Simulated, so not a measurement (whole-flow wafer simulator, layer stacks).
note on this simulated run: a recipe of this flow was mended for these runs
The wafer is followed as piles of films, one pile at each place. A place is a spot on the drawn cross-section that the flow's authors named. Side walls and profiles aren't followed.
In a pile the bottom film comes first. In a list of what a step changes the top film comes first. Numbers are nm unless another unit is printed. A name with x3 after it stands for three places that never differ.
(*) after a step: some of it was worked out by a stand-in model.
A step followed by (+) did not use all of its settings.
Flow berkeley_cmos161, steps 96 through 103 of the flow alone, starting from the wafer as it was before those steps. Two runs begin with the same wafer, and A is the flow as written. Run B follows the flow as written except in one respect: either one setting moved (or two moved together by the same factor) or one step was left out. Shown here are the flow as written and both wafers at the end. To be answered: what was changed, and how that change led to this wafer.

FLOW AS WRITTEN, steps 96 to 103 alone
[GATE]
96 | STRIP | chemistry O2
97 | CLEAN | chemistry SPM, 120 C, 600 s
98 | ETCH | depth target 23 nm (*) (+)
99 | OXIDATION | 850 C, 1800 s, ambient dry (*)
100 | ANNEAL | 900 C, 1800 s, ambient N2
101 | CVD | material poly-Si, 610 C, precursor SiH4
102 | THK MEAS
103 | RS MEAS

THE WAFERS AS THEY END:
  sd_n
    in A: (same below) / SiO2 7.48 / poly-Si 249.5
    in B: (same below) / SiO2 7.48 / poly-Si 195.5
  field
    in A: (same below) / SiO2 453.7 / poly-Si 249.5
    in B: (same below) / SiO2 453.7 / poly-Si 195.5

What caused this: step 101, CVD: 598 C was run, though the flow has 610 C.

The path from the change to this, step by step:
  101 | CVD | material poly-Si, 610 C, precursor SiH4
      field, sd_n, spacer_n, gate_n, sd_p, spacer_p x2, contact, m1: A +249.5 poly-Si (new film) | B +195.5 poly-Si (new film)
